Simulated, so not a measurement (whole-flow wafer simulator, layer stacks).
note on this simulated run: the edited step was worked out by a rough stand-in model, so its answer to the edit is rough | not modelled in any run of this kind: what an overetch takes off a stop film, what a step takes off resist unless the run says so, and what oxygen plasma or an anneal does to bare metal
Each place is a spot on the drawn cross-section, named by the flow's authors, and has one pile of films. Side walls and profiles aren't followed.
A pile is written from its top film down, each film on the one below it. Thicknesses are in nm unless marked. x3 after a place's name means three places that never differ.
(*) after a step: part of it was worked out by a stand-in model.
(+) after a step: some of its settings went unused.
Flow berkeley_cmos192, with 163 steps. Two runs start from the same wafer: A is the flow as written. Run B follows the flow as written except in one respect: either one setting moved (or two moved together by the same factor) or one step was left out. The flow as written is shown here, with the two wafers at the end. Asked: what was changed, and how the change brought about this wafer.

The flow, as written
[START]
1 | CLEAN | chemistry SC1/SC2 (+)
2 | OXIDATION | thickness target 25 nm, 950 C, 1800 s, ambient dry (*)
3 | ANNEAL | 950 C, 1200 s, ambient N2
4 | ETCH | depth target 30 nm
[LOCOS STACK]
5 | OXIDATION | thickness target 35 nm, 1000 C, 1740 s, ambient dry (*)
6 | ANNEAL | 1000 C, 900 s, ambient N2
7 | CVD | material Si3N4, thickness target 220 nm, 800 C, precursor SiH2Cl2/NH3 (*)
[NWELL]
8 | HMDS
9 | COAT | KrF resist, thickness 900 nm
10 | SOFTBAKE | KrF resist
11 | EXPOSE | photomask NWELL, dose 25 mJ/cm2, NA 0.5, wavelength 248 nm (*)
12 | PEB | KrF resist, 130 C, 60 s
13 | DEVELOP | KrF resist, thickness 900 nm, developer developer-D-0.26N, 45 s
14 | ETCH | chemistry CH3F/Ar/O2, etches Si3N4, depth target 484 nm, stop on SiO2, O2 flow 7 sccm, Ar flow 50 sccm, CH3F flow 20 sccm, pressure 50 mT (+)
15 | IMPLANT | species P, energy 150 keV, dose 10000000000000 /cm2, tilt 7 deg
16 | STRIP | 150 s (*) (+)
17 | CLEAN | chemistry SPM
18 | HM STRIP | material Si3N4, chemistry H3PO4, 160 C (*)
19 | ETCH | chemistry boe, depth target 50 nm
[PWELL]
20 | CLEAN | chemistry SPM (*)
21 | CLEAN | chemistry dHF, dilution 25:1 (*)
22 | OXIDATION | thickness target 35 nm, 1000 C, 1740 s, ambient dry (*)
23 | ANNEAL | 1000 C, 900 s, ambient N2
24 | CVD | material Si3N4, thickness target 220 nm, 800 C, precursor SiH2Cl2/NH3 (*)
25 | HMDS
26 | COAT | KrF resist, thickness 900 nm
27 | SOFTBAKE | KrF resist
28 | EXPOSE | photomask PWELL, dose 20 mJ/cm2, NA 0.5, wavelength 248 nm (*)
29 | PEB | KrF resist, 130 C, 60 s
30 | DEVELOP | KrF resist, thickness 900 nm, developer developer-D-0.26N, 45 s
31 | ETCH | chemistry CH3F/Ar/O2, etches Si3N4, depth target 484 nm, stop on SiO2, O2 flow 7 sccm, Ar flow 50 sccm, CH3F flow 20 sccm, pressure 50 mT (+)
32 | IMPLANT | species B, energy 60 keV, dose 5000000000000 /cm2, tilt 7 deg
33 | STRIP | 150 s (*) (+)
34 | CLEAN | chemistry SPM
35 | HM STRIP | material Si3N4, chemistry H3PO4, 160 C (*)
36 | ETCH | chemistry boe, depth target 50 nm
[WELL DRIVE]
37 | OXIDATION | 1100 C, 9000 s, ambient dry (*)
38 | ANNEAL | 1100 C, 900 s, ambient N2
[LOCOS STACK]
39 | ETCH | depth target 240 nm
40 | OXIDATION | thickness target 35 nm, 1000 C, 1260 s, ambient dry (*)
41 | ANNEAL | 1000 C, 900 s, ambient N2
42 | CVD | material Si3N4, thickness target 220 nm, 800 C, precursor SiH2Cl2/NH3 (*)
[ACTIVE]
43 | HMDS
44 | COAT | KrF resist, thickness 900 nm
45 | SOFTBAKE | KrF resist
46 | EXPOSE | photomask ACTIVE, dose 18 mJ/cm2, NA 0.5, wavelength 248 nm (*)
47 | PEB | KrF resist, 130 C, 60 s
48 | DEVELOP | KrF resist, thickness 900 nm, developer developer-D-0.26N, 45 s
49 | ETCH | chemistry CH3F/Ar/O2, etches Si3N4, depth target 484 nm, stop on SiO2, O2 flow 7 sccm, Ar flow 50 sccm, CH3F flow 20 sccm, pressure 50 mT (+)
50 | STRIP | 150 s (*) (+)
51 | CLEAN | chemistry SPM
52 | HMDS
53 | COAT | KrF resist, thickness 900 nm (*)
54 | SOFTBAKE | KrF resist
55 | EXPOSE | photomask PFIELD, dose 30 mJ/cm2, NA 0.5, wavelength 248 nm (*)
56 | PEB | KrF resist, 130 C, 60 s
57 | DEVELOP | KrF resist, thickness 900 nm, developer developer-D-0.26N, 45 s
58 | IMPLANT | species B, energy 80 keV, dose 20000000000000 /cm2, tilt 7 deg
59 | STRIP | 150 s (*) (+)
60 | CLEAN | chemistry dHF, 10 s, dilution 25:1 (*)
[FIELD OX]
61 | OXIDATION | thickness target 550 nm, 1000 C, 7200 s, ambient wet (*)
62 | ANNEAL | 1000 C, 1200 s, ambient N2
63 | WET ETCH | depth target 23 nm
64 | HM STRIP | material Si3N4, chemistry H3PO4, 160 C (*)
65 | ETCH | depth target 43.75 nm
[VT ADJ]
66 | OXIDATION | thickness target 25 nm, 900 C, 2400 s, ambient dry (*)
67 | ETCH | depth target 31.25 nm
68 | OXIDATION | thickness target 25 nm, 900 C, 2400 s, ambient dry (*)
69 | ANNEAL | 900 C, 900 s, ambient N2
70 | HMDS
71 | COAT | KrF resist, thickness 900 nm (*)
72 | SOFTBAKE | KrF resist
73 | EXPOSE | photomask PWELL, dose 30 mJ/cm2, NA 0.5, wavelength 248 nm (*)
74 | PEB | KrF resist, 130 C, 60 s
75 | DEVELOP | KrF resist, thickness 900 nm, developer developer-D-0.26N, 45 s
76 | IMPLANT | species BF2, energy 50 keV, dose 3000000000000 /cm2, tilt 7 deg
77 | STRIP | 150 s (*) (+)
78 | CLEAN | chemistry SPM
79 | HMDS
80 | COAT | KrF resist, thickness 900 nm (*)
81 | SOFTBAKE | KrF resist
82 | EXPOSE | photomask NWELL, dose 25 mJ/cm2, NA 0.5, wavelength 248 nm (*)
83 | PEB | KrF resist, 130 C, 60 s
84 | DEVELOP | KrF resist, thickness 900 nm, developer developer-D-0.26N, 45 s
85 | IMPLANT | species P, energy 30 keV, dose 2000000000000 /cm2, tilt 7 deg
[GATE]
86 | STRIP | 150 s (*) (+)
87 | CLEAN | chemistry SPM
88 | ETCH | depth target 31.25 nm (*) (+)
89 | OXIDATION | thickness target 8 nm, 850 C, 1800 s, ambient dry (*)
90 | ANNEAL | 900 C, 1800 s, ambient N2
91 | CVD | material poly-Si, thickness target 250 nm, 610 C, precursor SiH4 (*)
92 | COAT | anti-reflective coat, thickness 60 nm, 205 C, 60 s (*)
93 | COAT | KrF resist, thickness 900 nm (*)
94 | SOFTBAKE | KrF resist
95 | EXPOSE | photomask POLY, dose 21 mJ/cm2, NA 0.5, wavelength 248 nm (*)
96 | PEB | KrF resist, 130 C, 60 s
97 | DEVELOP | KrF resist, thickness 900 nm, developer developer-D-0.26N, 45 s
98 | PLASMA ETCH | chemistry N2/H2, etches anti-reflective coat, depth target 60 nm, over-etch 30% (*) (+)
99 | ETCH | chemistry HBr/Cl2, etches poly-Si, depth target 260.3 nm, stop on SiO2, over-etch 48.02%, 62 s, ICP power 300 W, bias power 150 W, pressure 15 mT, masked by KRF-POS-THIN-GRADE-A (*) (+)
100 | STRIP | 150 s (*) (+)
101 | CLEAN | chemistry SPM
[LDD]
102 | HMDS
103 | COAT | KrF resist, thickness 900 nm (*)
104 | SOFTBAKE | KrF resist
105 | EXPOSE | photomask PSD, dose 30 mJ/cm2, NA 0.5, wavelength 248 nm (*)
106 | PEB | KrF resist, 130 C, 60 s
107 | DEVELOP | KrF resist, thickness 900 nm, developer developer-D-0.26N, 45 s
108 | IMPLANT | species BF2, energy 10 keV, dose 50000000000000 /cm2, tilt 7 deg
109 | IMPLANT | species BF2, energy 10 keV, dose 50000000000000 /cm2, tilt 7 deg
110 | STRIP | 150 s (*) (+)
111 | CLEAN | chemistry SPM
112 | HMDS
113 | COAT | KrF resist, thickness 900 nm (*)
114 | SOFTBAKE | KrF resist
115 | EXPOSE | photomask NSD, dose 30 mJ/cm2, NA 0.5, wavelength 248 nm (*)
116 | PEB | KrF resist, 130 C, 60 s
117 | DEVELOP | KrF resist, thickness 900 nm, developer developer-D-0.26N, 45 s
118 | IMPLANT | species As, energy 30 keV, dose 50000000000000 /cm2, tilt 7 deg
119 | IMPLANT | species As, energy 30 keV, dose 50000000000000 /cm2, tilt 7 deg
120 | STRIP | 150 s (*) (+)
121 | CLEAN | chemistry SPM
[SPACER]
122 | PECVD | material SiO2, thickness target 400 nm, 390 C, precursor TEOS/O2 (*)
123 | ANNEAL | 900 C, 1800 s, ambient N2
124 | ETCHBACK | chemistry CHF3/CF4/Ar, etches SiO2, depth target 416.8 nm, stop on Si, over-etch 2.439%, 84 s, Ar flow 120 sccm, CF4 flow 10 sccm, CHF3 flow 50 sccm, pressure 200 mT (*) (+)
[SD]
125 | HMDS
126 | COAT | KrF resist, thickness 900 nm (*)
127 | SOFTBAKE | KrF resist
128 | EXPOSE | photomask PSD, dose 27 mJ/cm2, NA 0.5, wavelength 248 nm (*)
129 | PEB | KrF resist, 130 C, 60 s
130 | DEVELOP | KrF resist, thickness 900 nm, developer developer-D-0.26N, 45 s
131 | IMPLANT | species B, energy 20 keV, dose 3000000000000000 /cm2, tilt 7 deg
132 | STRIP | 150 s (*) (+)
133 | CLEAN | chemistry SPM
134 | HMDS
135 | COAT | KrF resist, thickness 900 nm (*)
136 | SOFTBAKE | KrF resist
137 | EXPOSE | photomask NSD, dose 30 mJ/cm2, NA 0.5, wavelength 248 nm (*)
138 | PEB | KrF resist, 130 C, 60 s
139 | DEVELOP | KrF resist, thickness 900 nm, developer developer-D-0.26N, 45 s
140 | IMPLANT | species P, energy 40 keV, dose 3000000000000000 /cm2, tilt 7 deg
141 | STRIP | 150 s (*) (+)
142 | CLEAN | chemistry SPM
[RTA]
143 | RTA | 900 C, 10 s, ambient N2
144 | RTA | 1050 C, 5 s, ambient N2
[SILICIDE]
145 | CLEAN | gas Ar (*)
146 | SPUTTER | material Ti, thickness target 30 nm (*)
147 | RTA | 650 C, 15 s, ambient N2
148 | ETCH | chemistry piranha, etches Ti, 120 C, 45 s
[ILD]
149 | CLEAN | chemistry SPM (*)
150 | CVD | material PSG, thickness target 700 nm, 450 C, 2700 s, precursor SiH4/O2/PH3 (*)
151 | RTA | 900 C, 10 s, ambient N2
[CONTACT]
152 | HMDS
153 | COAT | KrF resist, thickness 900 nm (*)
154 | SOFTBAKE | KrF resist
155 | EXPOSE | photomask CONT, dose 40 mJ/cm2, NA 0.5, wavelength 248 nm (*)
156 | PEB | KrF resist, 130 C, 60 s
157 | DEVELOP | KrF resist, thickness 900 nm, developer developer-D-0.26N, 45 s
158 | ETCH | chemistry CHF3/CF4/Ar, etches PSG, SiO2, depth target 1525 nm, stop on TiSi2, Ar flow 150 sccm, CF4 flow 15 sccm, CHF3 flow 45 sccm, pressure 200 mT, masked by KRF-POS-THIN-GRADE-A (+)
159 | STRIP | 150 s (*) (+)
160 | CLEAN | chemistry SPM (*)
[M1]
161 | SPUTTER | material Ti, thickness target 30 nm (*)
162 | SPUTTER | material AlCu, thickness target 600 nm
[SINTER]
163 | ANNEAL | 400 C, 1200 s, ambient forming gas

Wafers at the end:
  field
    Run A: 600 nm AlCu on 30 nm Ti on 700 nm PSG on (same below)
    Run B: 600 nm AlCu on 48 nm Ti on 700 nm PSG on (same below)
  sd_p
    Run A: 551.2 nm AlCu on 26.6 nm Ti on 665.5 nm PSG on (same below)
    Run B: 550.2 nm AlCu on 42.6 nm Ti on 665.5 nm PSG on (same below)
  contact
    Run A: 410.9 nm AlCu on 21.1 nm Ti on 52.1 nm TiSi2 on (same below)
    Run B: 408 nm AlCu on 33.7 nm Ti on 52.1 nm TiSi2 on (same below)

What caused this: step 161, SPUTTER: thickness target 48 nm was run, though the flow has thickness target 30 nm.
One can read it off the wafer: field has Ti 48, and step 161 as written asks for 30 nm.

Step by step, how the change led to this:
  161 | SPUTTER | material Ti, thickness target 30 nm (*)
      field, sd_n, spacer_n, gate, spacer_p, gate_p, m1: A +30 Ti (new film) | B +48 Ti (new film)
      sd_p: A +26.6 Ti (new film) | B +42.6 Ti (new film)
      (and at 1 other place as well)
